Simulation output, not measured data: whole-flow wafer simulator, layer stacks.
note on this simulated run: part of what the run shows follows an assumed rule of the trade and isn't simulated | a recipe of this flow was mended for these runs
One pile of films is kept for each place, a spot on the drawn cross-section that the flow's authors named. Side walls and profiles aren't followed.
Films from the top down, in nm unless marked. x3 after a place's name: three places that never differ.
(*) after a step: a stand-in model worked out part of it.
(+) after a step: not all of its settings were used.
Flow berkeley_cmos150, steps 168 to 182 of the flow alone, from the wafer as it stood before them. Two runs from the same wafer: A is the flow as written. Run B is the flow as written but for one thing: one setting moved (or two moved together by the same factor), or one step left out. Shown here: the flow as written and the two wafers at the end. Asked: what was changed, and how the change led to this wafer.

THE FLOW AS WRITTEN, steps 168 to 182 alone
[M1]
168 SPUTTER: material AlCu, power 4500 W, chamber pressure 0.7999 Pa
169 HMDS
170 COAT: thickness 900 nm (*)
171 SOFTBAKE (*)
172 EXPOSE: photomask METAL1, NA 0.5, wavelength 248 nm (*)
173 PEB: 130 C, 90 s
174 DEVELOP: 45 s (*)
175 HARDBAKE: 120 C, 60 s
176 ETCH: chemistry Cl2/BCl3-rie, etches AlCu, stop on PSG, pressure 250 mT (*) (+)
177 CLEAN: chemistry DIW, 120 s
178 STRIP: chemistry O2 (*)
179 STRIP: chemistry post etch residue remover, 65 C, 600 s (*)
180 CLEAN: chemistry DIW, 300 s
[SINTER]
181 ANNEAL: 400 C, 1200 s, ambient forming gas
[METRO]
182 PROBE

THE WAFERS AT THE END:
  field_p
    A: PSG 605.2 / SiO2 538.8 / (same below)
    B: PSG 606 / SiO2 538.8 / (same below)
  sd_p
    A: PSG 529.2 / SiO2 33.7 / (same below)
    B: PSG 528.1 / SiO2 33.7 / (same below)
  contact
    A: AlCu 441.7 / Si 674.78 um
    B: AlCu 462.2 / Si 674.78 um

The cause: step 168, SPUTTER: power 4725 W was run, where the flow has power 4500 W.

How the change led to this, step by step:
  168 SPUTTER: material AlCu, power 4500 W, chamber pressure 0.7999 Pa
      field, sd_n, gate_n, gate_p, m1: A AlCu +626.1 (new film) | B AlCu +656.4 (new film)
      field_p: A AlCu +619.8 (new film) | B AlCu +656.4 (new film)
      (and at 2 more places)
  176 ETCH: chemistry Cl2/BCl3-rie, etches AlCu, stop on PSG, pressure 250 mT (*) (+)
      field, sd_n, gate_n, gate_p: A AlCu -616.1 (all of it), PSG -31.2 | B AlCu -646.4 (all of it), PSG -31.2
      contact, m1: A thick-KrF-resist -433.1 | B thick-KrF-resist -448.2
      (and at 2 more places)
  178 STRIP: chemistry O2 (*)
      m1: A thick-KrF-resist -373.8 (all of it) | B thick-KrF-resist -358.5 (all of it)
